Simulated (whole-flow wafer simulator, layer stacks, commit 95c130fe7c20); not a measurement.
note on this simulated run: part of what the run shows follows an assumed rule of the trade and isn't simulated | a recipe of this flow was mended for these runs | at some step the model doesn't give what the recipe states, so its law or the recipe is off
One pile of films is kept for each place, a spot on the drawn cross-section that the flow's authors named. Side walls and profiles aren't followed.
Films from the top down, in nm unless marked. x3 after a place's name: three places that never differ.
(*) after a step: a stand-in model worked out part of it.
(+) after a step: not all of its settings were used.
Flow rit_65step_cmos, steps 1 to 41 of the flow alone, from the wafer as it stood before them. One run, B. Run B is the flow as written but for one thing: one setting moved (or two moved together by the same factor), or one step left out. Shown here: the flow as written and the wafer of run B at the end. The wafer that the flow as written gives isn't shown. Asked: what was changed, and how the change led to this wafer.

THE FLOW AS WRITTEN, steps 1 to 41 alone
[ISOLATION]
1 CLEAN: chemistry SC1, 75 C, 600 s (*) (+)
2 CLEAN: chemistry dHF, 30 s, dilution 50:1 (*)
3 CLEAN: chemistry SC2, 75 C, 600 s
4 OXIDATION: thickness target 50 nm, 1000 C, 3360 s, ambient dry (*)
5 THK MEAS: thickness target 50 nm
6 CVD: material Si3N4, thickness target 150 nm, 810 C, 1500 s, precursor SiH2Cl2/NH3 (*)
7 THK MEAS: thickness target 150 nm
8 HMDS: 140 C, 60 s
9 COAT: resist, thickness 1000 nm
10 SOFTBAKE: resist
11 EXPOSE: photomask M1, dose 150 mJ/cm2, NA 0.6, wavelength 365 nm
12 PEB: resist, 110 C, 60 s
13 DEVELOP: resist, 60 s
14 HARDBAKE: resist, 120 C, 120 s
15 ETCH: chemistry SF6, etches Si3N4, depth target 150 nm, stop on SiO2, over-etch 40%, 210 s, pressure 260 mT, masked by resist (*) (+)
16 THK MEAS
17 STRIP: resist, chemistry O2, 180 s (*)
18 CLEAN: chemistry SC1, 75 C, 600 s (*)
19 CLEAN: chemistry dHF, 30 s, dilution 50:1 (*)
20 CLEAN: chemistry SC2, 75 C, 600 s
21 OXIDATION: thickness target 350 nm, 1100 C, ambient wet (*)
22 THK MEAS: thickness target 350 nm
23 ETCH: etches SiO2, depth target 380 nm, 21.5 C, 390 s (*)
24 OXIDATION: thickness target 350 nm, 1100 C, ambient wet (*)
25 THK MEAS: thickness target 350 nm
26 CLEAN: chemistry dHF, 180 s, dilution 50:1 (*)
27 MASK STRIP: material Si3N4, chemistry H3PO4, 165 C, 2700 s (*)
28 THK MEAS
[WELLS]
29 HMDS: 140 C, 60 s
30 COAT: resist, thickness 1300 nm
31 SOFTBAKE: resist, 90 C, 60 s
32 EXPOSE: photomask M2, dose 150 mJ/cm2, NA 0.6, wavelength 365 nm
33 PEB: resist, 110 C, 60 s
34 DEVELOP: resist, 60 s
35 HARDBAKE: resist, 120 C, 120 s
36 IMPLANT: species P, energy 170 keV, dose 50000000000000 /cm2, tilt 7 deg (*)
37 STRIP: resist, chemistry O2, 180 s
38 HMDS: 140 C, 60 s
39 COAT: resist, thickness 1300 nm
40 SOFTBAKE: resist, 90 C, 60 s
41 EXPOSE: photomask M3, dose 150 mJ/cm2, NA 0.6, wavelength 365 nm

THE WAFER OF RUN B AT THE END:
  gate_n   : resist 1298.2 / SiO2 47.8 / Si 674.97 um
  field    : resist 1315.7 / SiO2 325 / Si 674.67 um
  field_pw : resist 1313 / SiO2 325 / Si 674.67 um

The cause: step 27, MASK STRIP: 2106 s was run, where the flow has 2700 s.

How the change led to this, step by step:
  27 MASK STRIP: material Si3N4, chemistry H3PO4, 165 C, 2700 s (*)
      active_n, active_p, gate_n and 7 more: Si3N4 -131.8 (all of it), SiO2 -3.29 (as written it would be: Si3N4 -131.8 (all of it), SiO2 -5.64)
      field, field_pw, field_nw, field_p: SiO2 -8.32 (as written it would be: SiO2 -10.7)
